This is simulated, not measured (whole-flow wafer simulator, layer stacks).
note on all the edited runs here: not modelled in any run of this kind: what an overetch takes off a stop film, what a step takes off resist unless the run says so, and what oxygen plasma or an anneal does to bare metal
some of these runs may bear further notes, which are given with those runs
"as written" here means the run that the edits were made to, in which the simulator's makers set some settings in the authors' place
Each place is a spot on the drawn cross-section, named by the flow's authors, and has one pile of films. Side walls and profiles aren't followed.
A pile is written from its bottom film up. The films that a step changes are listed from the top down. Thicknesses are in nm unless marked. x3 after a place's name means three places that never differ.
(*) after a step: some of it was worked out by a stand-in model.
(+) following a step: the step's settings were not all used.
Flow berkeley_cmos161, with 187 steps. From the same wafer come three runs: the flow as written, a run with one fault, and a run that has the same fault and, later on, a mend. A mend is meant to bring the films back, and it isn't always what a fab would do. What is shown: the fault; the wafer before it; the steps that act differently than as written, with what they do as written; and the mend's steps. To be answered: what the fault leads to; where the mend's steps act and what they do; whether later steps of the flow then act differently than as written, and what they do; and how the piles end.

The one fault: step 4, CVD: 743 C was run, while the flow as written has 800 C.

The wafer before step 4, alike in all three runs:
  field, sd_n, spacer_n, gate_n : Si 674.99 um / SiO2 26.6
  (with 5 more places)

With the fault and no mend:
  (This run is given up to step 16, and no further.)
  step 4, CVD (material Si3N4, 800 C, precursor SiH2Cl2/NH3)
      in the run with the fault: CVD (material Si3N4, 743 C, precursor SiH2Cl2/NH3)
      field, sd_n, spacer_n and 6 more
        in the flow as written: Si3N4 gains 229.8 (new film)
        in the run with the fault: Si3N4 gains 104.8 (new film)
  Steps later in the flow that act otherwise than as written (1 other step is not shown; it differs only slightly, by no more than 2% or 0.5 nm, whichever is larger):
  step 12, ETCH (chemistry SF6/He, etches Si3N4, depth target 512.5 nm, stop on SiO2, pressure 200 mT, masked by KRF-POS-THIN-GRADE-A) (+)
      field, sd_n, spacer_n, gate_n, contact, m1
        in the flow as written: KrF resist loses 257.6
        in the run with the fault: KrF resist loses 121.8
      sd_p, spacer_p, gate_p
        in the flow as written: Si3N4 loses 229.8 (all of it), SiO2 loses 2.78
        in the run with the fault: Si3N4 loses 104.8 (all of it), SiO2 loses 2.78
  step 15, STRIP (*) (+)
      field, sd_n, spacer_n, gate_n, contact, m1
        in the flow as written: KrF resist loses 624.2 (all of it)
        in the run with the fault: KrF resist loses 759.9 (all of it)
  The piles after step 16 differ from the flow's at field, sd_n, spacer_n, gate_n, contact, m1 by more than 2% or 0.5 nm, whichever is larger.
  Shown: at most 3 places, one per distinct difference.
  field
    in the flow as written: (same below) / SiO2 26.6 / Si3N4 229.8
    in the run with the fault: (same below) / SiO2 26.6 / Si3N4 104.8

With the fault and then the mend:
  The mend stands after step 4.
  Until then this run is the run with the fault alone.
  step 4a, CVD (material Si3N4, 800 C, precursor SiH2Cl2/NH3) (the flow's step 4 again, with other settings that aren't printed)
      field, sd_n, spacer_n and 6 more
        Si3N4 gains 124.9
  None of the later steps of the flow differs from how it acts as written, at any place that is followed, by more than 2% or 0.5 nm, whichever is larger.
  By the end, the piles equal the flow's at every place that both follow.
